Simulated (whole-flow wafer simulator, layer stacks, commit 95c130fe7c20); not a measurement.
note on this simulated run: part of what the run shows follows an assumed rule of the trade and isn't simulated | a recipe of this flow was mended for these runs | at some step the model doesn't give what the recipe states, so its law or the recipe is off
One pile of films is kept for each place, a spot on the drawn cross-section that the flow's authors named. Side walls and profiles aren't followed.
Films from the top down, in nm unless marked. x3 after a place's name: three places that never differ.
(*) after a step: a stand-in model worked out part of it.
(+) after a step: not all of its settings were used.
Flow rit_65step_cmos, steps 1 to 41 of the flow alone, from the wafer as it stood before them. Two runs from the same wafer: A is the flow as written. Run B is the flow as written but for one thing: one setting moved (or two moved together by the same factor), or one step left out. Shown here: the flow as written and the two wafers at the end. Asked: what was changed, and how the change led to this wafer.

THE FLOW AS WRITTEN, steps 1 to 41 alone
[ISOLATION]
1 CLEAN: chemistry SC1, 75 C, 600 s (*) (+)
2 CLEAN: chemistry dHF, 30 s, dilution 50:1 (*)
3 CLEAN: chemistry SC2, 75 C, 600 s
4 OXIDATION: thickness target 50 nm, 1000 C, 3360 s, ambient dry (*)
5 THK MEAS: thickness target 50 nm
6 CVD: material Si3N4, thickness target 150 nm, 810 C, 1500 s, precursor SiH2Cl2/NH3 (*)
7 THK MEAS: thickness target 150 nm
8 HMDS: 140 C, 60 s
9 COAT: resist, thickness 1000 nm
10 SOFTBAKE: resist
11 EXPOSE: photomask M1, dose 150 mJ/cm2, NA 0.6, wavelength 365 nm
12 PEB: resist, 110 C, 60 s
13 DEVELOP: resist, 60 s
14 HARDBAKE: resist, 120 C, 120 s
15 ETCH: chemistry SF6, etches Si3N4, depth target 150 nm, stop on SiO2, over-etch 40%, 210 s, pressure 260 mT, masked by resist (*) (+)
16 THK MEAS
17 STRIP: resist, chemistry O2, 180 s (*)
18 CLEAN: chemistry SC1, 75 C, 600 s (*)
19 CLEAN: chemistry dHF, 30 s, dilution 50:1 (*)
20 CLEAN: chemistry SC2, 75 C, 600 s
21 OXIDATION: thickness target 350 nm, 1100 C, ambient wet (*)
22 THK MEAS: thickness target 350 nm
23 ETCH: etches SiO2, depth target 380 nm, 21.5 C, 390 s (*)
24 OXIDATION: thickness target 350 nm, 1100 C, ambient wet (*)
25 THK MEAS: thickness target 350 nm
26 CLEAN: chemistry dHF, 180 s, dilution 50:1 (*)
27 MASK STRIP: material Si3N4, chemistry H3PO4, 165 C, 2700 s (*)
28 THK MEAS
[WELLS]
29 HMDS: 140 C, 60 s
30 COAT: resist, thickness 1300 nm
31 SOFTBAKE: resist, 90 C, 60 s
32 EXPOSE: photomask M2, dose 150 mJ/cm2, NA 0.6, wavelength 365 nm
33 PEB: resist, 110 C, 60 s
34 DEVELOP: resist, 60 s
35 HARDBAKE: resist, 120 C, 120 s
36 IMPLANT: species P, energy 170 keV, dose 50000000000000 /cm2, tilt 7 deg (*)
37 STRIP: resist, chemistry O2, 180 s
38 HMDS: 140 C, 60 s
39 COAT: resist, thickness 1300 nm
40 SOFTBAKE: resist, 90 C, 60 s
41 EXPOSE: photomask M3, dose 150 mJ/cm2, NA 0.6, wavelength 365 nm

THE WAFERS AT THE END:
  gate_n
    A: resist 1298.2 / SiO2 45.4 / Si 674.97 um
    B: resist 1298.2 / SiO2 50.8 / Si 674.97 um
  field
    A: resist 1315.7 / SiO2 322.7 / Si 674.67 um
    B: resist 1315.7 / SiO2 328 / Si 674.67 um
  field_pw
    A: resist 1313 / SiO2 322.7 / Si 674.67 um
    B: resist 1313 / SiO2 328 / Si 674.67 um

The cause: step 27, MASK STRIP: 1350 s was run, where the flow has 2700 s.

How the change led to this, step by step:
  27 MASK STRIP: material Si3N4, chemistry H3PO4, 165 C, 2700 s (*)
      active_n, active_p, gate_n and 7 more: A Si3N4 -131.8 (all of it), SiO2 -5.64 | B Si3N4 -131.8 (all of it), SiO2 -0.3
      field, field_pw, field_nw, field_p: A SiO2 -10.7 | B SiO2 -5.34
